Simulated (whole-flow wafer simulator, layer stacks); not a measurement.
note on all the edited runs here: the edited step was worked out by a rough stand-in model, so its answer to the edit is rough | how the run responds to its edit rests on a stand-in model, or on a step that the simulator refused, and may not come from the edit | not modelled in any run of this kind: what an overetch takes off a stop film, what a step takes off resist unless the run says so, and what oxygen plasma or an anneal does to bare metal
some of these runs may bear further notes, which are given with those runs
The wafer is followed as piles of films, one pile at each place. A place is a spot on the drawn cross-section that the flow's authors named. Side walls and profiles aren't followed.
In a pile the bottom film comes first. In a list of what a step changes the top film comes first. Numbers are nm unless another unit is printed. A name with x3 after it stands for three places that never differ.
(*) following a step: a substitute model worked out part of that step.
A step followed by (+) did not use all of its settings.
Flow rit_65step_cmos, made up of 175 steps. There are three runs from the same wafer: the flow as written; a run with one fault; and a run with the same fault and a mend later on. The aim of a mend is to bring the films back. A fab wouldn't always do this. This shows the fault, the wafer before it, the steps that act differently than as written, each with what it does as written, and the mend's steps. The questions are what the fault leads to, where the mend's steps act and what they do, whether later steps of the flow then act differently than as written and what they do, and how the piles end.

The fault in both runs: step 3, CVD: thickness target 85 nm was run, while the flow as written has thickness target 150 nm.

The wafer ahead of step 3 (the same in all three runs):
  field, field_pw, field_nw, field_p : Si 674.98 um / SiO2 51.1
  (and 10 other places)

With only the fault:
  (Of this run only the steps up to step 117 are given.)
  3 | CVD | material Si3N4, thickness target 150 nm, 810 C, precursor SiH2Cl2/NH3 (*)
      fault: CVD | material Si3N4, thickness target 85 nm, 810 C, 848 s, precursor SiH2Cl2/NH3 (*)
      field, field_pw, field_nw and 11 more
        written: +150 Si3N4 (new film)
        fault: +85 Si3N4 (new film)
  Steps later in the flow that act otherwise than as written (not shown: 37 more steps that differ only slightly, by at most 2% or 0.5 nm, whichever is larger):
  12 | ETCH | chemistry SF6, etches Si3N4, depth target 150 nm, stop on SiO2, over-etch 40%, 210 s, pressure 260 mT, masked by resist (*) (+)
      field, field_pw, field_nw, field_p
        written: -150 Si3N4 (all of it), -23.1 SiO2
        fault: -85 Si3N4 (all of it), -48.1 SiO2
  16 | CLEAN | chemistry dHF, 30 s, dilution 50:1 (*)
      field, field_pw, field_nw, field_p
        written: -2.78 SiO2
        fault: -0.95 SiO2 (all of it)
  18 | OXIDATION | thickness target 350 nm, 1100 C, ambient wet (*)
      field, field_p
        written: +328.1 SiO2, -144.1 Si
        fault: +347.3 SiO2 (new film), -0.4 chemical SiO2 (all of it), -152.4 Si
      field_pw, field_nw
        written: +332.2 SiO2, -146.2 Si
        fault: +350 SiO2 (new film), -0.4 chemical SiO2 (all of it), -153.8 Si
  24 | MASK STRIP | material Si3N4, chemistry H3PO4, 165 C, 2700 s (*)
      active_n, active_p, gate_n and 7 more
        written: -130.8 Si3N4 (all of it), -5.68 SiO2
        fault: -65.8 Si3N4 (all of it), -8.16 SiO2
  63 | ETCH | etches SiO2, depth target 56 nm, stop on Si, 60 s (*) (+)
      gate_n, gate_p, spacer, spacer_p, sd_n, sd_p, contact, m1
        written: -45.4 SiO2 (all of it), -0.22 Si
        fault: -43 SiO2 (all of it), -0.27 Si
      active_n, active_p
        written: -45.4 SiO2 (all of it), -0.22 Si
        fault: -42.9 SiO2 (all of it), -0.27 Si
  Once step 117 is done, the piles differ only a little from the flow's at the places that both follow, at most by 2% or 0.5 nm, whichever is larger.

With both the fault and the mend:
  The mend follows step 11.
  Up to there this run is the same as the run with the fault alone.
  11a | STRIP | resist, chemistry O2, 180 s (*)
      active_n, active_p, gate_n and 7 more
        -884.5 resist (all of it)
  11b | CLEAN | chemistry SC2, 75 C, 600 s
      leaves every film unchanged at each place that is followed
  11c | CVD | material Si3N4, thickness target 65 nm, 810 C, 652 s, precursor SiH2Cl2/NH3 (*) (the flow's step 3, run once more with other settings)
      field, field_pw, field_nw and 11 more
        +65 Si3N4
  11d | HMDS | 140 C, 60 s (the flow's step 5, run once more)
      leaves every film unchanged at each place that is followed
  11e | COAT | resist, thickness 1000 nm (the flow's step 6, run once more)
      field, field_pw, field_nw and 11 more
        +1000 resist (new film)
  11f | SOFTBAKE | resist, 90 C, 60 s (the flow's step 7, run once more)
      leaves every film unchanged at each place that is followed
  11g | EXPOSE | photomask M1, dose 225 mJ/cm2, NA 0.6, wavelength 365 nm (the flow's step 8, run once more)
      leaves every film unchanged at each place that is followed
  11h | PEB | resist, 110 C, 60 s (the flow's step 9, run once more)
      field, field_pw, field_nw and 11 more
        -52 resist
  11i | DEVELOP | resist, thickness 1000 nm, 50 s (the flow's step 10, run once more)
      field, field_pw, field_nw, field_p
        -948 resist (all of it)
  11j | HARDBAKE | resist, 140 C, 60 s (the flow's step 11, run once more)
      active_n, active_p, gate_n and 7 more
        -63.5 resist
  None of the later steps of the flow acts differently than as written at any place that is followed.
  At every place that both follow, the piles at the end match the flow's.
